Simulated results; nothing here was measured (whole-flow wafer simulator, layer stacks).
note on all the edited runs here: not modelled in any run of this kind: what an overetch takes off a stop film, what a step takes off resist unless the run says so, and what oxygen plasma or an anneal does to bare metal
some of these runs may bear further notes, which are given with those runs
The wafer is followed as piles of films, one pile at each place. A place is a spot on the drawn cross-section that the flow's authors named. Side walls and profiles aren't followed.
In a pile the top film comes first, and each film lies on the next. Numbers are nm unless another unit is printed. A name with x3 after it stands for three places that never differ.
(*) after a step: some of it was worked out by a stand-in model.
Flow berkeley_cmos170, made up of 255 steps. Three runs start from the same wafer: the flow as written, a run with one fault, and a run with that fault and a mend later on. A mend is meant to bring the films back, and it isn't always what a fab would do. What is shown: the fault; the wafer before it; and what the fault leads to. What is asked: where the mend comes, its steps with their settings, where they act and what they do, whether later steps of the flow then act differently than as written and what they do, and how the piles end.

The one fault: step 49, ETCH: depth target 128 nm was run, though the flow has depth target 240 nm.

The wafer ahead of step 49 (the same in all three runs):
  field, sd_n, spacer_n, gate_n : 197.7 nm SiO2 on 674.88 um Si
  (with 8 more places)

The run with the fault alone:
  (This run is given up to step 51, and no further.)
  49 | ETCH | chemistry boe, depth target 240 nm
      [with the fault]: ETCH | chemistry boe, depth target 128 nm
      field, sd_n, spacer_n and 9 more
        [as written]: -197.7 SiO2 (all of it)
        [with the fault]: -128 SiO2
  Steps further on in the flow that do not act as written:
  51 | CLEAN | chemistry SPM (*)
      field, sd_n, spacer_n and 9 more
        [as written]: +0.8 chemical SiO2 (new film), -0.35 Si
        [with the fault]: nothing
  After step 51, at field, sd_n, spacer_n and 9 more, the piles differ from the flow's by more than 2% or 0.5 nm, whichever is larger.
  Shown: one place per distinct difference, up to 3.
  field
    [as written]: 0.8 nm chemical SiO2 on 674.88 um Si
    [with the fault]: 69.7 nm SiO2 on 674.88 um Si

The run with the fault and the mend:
  The mend stands after step 50.
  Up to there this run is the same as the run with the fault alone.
  50a | ETCH | chemistry boe, depth target 112 nm (a further turn of the flow's step 49, with different settings)
      field, sd_n, spacer_n and 9 more
        -69.7 SiO2 (all of it)
  Every later step of the flow that is run acts as written at every place that is followed.
  At every place that both follow, the piles at the end match the flow's.
